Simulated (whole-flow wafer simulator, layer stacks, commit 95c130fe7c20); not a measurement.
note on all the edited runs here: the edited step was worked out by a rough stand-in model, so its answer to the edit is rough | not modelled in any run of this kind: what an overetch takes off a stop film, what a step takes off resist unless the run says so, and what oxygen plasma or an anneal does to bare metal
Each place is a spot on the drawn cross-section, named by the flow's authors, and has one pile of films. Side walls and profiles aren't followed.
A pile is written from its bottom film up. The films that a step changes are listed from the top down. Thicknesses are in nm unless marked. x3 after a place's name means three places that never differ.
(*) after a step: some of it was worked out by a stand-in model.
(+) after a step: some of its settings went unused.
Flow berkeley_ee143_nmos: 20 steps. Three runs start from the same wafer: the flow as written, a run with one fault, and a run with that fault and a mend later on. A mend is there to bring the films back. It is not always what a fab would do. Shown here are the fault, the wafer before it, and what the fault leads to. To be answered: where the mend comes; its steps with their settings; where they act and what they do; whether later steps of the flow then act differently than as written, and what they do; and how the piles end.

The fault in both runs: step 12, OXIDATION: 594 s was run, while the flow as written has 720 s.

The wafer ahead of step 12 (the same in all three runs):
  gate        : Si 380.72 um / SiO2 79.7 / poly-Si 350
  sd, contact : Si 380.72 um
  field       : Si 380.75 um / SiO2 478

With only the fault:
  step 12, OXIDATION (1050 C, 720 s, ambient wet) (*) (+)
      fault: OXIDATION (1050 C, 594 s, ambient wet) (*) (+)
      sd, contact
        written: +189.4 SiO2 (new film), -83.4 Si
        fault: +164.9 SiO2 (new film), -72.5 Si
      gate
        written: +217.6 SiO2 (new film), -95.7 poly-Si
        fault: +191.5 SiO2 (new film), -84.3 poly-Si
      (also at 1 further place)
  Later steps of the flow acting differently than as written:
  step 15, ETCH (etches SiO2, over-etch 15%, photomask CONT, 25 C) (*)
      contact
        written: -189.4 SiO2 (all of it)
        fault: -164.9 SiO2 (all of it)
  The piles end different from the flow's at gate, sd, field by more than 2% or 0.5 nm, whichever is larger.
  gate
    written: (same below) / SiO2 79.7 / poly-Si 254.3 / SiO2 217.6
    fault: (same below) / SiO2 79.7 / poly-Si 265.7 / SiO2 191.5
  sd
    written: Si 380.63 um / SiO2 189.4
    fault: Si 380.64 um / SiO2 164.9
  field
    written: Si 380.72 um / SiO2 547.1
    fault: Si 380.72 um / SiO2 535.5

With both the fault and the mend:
  The mend stands after step 12.
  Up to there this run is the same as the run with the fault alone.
  step 12a, OXIDATION (1050 C, 126 s, ambient wet) (*) (+) (a further turn of the flow's step 12, with different settings)
      sd, contact
        +24.6 SiO2, -10.8 Si
      gate
        +26.1 SiO2, -11.5 poly-Si
      field
        +11.6 SiO2, -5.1 Si
  Every later step of the flow that is run acts as written at every place that is followed.
  The piles end the same as the flow's at every place that both follow.
